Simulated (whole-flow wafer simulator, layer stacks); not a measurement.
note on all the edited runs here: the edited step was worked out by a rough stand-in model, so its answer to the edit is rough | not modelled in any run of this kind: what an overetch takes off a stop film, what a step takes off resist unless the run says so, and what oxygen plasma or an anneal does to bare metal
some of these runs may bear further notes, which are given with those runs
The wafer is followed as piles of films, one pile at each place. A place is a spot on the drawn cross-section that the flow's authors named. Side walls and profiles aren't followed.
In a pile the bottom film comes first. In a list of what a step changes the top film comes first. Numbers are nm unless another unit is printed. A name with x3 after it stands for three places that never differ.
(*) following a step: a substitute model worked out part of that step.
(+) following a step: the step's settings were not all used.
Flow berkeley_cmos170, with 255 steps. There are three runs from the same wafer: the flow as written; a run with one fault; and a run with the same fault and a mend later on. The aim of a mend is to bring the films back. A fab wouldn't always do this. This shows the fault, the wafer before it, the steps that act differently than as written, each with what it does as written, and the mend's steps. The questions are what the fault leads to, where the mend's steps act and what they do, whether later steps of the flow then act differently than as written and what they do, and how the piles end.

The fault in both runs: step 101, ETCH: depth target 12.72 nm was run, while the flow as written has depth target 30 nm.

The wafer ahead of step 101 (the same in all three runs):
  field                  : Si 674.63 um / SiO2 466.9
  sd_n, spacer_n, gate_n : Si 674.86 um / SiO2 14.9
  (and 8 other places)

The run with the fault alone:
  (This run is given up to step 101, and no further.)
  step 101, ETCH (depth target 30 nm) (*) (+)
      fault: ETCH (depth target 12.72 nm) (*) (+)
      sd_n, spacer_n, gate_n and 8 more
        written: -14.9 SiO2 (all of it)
        fault: -12.7 SiO2
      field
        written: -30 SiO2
        fault: -12.7 SiO2
  The piles after step 101 differ from the flow's at field, sd_n, spacer_n and 9 more by more than 2% or 0.5 nm, whichever is larger.
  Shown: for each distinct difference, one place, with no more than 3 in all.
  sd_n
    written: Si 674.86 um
    fault: Si 674.86 um / SiO2 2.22
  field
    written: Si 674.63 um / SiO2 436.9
    fault: Si 674.63 um / SiO2 454.2

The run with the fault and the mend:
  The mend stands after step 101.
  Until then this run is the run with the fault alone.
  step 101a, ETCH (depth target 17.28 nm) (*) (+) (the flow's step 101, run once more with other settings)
      sd_n, spacer_n, gate_n and 8 more
        -2.22 SiO2 (all of it)
      field
        -17.3 SiO2
  None of the later steps of the flow acts differently than as written at any place that is followed.
  At every place that both follow, the piles at the end match the flow's.
